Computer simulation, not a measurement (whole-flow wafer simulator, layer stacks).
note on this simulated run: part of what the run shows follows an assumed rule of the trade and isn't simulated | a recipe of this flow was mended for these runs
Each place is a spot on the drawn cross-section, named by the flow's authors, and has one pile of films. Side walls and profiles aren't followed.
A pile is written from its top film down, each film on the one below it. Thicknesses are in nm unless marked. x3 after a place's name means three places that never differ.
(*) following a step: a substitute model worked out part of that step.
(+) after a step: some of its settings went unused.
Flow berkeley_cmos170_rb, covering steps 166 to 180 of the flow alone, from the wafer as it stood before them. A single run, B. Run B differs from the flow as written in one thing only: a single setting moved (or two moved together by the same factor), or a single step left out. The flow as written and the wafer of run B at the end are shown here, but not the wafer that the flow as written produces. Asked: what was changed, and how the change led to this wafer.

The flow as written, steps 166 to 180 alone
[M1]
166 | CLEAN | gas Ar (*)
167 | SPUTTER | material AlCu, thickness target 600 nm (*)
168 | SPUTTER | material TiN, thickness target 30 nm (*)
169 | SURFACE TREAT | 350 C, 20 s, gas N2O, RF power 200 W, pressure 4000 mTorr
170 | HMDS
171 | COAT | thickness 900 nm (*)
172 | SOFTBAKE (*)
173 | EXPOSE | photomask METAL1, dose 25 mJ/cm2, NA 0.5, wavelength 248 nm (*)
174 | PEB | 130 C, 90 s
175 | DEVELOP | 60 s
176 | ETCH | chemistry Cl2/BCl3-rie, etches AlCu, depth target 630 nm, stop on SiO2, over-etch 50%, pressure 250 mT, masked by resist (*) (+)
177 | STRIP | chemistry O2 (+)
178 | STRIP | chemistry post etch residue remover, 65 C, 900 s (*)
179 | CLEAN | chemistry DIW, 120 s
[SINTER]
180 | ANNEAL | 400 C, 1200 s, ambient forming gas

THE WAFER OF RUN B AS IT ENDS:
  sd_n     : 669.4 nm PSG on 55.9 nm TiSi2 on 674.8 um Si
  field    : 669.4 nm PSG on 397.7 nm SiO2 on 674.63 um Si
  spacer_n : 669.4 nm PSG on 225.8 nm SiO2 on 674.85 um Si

The reason: step 176, ETCH: depth target 554 nm was run, though the flow has depth target 630 nm.

How this came from the change, step by step:
  176 | ETCH | chemistry Cl2/BCl3-rie, etches AlCu, depth target 630 nm, stop on SiO2, over-etch 50%, pressure 250 mT, masked by resist (*) (+)
      field, sd_n, spacer_n, gate, spacer_p, gate_p: TiN loses 30 (all of it), AlCu loses 600 (all of it), PSG loses 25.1 (in the flow as written it would be: TiN loses 30 (all of it), AlCu loses 600 (all of it), PSG loses 39.4)
      contact, m1: KrF-resist loses 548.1 (in the flow as written it would be: KrF-resist loses 472.5)
      (and at 1 other place as well)
  177 | STRIP | chemistry O2 (+)
      contact: KrF-resist loses 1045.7 (all of it) (in the flow as written it would be: KrF-resist loses 1121.3 (all of it))
      m1: KrF-resist loses 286 (all of it) (in the flow as written it would be: KrF-resist loses 361.6 (all of it))
